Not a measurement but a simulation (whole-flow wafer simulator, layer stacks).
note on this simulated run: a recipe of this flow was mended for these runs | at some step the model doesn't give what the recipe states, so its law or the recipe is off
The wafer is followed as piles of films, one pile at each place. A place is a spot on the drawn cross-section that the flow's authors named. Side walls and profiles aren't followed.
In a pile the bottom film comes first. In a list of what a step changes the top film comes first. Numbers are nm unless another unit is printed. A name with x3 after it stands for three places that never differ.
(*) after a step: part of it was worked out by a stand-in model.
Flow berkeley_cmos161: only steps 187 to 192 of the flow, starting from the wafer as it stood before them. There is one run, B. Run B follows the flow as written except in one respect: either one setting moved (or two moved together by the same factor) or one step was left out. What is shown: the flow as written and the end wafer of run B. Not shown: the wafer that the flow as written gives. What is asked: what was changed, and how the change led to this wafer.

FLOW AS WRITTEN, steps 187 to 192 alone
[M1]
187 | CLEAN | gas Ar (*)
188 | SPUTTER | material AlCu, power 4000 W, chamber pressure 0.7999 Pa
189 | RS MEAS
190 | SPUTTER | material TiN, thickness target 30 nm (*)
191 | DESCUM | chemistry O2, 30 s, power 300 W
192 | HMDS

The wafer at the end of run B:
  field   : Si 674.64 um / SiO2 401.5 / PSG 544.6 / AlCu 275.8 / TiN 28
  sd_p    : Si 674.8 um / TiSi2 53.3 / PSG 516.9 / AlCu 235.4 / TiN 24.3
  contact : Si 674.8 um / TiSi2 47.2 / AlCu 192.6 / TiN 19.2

The reason: step 190, SPUTTER: thickness target 28 nm was run, while the flow as written has thickness target 30 nm.
One can read it off the wafer: field has TiN 28, and step 190 as written asks for 30 nm.

Step by step, how the change led to this:
  190 | SPUTTER | material TiN, thickness target 30 nm (*)
      field, sd_n, spacer_n, gate_n, spacer_p, gate_p, m1: TiN gains 28 (new film) (as written it would have been: TiN gains 30 (new film))
      sd_p: TiN gains 24.3 (new film) (as written it would have been: TiN gains 26.1 (new film))
      (also at 1 further place)
